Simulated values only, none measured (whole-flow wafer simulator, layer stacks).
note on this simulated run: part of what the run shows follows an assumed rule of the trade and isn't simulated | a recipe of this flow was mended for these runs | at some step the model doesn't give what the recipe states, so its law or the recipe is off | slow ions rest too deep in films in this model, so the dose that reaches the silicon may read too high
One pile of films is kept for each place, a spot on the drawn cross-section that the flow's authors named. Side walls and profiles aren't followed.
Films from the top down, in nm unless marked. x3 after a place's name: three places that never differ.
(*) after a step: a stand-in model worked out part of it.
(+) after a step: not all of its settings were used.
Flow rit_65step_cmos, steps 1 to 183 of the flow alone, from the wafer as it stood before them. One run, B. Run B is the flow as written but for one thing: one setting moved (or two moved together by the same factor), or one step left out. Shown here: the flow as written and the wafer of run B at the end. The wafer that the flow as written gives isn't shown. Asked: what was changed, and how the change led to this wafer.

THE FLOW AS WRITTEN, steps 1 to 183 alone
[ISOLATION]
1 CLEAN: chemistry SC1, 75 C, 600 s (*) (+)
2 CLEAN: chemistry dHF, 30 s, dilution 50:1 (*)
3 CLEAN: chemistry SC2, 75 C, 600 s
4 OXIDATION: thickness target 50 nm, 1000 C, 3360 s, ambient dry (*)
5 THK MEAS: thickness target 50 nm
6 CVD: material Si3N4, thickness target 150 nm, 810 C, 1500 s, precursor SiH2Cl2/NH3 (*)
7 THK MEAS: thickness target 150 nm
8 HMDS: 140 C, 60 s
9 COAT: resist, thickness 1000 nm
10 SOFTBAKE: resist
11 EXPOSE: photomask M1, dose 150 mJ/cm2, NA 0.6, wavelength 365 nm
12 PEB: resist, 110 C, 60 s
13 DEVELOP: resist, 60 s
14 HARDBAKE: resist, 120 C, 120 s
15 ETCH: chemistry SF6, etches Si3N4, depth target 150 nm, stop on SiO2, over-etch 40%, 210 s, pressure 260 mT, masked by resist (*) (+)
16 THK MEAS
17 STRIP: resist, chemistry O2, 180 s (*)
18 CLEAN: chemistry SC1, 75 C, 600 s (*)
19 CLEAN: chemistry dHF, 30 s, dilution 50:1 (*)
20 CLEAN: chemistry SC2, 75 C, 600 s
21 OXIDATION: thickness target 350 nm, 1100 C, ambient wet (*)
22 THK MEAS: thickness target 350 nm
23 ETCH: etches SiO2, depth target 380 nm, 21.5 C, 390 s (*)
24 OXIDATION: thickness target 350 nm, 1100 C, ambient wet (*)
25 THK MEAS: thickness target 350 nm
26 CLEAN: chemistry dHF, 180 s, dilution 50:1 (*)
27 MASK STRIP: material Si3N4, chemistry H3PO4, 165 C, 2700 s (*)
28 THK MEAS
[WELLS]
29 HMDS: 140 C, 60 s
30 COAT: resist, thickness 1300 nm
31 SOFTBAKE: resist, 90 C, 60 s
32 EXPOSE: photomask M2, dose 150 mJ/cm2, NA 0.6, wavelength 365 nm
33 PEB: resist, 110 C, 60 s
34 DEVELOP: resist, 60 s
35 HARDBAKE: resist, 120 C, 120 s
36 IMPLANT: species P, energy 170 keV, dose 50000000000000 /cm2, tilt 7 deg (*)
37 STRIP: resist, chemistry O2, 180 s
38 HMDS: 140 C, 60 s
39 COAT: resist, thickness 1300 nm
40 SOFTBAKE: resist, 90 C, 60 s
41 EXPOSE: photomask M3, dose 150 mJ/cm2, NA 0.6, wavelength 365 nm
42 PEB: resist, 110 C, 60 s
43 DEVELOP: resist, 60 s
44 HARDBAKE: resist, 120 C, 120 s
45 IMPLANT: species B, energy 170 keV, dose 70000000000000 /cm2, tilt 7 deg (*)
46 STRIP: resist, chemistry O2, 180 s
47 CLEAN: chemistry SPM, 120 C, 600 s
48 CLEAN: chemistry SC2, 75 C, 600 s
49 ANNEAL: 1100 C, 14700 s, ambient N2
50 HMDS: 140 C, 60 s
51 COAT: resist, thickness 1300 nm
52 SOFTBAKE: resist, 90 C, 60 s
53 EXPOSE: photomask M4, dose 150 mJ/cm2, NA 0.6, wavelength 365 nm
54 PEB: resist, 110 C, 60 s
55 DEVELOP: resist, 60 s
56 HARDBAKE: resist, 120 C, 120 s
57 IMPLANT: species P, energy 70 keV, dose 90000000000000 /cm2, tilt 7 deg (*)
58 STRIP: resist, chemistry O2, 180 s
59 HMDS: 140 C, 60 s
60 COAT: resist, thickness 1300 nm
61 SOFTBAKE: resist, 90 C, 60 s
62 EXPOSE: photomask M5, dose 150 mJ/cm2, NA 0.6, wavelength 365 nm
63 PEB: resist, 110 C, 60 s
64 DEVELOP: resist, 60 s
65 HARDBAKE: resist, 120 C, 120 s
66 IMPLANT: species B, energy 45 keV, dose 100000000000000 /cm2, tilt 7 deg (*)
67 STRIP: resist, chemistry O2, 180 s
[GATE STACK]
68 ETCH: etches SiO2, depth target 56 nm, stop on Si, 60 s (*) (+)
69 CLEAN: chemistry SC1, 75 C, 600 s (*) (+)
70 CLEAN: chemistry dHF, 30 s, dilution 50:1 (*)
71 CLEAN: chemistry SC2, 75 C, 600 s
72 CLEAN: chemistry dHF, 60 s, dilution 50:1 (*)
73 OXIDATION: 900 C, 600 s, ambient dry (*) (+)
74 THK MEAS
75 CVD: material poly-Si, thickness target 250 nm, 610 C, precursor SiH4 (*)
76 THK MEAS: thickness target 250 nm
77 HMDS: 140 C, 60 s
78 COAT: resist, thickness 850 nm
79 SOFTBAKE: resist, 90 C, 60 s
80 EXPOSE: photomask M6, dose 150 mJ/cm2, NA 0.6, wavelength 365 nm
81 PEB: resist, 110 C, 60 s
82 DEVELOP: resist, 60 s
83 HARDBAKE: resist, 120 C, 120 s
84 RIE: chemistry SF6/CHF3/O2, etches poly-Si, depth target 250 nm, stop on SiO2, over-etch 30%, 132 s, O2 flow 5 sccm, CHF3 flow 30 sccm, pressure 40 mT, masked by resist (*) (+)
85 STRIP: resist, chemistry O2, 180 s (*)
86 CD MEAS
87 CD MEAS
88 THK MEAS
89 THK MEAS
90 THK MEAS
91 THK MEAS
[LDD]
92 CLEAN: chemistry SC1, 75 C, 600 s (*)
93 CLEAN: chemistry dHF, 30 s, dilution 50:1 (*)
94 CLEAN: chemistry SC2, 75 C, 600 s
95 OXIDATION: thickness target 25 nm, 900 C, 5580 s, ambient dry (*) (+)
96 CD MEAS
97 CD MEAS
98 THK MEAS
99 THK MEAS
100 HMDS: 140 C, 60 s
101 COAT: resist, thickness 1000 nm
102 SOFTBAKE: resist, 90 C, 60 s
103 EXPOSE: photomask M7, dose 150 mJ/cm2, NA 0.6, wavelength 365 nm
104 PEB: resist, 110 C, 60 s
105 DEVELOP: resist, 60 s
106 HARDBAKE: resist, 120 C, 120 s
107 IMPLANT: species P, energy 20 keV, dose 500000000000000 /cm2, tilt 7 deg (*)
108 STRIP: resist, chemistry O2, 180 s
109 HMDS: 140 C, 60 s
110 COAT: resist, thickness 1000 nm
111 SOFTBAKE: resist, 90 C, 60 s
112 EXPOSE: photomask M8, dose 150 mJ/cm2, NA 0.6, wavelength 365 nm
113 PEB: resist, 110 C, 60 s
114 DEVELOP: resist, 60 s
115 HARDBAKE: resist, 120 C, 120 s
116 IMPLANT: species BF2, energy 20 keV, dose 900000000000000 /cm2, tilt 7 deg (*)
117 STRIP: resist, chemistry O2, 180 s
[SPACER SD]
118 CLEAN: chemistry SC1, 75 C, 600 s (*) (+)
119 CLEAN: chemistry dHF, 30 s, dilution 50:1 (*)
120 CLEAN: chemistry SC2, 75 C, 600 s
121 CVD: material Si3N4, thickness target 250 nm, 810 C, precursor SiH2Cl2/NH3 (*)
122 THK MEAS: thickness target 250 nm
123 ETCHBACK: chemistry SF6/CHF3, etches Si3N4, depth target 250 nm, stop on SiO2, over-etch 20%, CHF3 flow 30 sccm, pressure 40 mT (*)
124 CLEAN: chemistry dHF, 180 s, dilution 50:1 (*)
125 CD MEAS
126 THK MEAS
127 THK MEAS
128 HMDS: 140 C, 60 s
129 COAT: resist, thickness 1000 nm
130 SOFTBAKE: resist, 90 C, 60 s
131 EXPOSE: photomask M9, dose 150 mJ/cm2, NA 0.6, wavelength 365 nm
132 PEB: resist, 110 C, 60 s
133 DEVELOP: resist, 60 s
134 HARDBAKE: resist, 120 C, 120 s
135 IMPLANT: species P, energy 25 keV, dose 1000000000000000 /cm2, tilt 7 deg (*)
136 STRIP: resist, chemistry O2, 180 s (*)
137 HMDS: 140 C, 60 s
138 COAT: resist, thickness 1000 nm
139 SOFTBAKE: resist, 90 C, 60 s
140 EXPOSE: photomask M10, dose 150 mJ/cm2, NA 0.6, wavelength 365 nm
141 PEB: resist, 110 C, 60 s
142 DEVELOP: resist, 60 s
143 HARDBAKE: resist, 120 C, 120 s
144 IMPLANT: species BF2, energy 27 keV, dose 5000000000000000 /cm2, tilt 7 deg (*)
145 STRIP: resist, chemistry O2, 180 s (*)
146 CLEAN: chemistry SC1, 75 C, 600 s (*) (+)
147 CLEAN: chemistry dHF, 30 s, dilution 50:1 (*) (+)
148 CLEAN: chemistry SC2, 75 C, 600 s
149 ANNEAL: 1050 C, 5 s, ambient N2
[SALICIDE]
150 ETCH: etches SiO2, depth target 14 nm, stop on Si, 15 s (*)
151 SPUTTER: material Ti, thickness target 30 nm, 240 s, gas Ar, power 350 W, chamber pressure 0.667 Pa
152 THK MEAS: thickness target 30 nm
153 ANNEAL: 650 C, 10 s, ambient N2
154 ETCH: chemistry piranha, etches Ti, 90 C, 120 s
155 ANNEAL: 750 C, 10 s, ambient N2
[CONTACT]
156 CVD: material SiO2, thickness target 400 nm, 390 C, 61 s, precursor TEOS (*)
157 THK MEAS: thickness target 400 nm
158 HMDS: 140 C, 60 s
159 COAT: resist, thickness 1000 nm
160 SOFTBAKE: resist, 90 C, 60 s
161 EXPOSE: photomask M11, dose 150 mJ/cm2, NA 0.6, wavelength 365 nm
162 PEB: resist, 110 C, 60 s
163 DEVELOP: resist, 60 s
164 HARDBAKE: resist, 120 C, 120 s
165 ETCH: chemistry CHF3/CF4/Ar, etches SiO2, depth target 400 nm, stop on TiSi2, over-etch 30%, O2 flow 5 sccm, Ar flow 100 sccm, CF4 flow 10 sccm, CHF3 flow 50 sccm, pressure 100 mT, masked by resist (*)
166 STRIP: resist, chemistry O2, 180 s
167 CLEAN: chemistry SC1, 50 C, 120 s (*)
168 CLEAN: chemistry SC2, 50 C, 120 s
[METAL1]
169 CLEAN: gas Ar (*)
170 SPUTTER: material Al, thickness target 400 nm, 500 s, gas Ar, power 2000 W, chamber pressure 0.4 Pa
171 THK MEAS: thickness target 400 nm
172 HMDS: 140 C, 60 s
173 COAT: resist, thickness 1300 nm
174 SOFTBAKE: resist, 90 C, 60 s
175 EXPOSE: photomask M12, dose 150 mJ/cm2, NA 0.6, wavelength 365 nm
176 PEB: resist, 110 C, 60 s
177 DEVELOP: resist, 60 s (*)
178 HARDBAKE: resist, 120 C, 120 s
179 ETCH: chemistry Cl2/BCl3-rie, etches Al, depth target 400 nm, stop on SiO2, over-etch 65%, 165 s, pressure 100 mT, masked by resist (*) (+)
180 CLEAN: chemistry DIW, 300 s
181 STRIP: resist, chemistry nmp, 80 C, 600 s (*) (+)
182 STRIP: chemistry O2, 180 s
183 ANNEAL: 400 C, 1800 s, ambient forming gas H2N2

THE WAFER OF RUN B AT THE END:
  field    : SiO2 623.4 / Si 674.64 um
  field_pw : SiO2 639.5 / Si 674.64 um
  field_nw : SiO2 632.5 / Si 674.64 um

The cause: step 24, OXIDATION: thickness target 420 nm was run, where the flow has thickness target 350 nm.

How the change led to this, step by step:
  24 OXIDATION: thickness target 350 nm, 1100 C, ambient wet (*)
      active_n, active_p, gate_n and 7 more: SiO2 +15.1 (new film), Si3N4 -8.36 (as written it would be: SiO2 +12 (new film), Si3N4 -6.61)
      field, field_pw, field_nw, field_p: SiO2 +420 (new film), Si -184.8 (as written it would be: SiO2 +350 (new film), Si -154)
  26 CLEAN: chemistry dHF, 180 s, dilution 50:1 (*)
      active_n, active_p, gate_n and 7 more: SiO2 -15.1 (all of it), Si3N4 -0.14 (as written it would be: SiO2 -12 (all of it), Si3N4 -0.44)
  30 COAT: resist, thickness 1300 nm
      field: resist +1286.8 (new film) (as written it would be: resist +1315.7 (new film))
      field_p: resist +1286.9 (new film) (as written it would be: resist +1315.7 (new film))
  33 PEB: resist, 110 C, 60 s
      field, field_p: resist -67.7 (as written it would be: resist -69.2)
  34 DEVELOP: resist, 60 s
      field_p: resist -1219.2 (all of it) (as written it would be: resist -1246.5 (all of it))
  35 HARDBAKE: resist, 120 C, 120 s
      field: resist -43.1 (as written it would be: resist -44.1)
  37 STRIP: resist, chemistry O2, 180 s
      field: resist -1176 (all of it) (as written it would be: resist -1202.4 (all of it))
  39 COAT: resist, thickness 1300 nm
      field: resist +1286.8 (new film) (as written it would be: resist +1315.7 (new film))
      field_p: resist +1286.9 (new film) (as written it would be: resist +1315.7 (new film))
  42 PEB: resist, 110 C, 60 s
      field, field_p: resist -67.7 (as written it would be: resist -69.2)
  43 DEVELOP: resist, 60 s
      field: resist -1219.2 (all of it) (as written it would be: resist -1246.5 (all of it))
  44 HARDBAKE: resist, 120 C, 120 s
      field_p: resist -43.1 (as written it would be: resist -44.1)
  46 STRIP: resist, chemistry O2, 180 s
      field_p: resist -1176.1 (all of it) (as written it would be: resist -1202.3 (all of it))
  51 COAT: resist, thickness 1300 nm
      field: resist +1286.8 (new film) (as written it would be: resist +1315.7 (new film))
      field_p: resist +1286.9 (new film) (as written it would be: resist +1315.7 (new film))
  54 PEB: resist, 110 C, 60 s
      field, field_p: resist -67.7 (as written it would be: resist -69.2)
  55 DEVELOP: resist, 60 s
      field_p: resist -1219.2 (all of it) (as written it would be: resist -1246.5 (all of it))
  56 HARDBAKE: resist, 120 C, 120 s
      field: resist -43.1 (as written it would be: resist -44.1)
  ... 36 more steps ...
  177 DEVELOP: resist, 60 s (*)
      field: resist -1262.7 (all of it), Al -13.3 (as written it would be: resist -1291.6 (all of it), Al -13.3)
      field_p: resist -1270.4 (all of it), Al -13.3 (as written it would be: resist -1299 (all of it), Al -13.3)
